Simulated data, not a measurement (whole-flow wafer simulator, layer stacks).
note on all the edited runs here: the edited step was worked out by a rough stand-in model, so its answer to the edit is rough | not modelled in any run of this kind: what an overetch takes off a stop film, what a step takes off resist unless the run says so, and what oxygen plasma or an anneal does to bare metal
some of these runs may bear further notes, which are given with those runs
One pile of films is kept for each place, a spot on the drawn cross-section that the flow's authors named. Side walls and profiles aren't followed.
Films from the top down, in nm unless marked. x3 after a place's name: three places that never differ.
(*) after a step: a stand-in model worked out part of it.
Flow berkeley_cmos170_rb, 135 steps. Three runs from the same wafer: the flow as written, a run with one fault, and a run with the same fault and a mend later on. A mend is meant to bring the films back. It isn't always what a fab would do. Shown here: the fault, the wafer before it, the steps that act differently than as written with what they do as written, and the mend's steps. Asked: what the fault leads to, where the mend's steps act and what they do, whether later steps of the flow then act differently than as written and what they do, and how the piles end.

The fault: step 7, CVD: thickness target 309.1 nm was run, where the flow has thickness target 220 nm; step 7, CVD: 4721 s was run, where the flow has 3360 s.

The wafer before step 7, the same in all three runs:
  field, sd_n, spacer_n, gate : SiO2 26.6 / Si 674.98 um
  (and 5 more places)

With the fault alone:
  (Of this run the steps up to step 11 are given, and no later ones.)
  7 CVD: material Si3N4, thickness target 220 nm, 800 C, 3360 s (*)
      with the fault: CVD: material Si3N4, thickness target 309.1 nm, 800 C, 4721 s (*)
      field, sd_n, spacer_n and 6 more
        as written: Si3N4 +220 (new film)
        with the fault: Si3N4 +309.1 (new film)
  No later step of the flow up to step 11 acts differently than as written at any place that is followed.
  After step 11 the piles differ from the flow's by more than 2% or 0.5 nm, whichever is larger, at field, sd_n, spacer_n and 6 more.
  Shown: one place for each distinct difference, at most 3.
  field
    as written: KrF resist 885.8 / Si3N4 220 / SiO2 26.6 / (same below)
    with the fault: KrF resist 885.8 / Si3N4 309.1 / SiO2 26.6 / (same below)
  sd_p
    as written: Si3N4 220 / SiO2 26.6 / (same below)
    with the fault: Si3N4 309.1 / SiO2 26.6 / (same below)

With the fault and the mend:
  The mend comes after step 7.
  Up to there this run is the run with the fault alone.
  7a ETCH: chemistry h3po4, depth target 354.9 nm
      field, sd_n, spacer_n and 6 more
        Si3N4 -309.1 (all of it)
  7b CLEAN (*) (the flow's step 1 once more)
      changes no film at any place that is followed
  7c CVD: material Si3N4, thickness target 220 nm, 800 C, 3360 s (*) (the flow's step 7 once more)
      field, sd_n, spacer_n and 6 more
        Si3N4 +220 (new film)
  No later step of the flow acts differently than as written at any place that is followed.
  At the end the piles are the same as the flow's at every place that both follow.
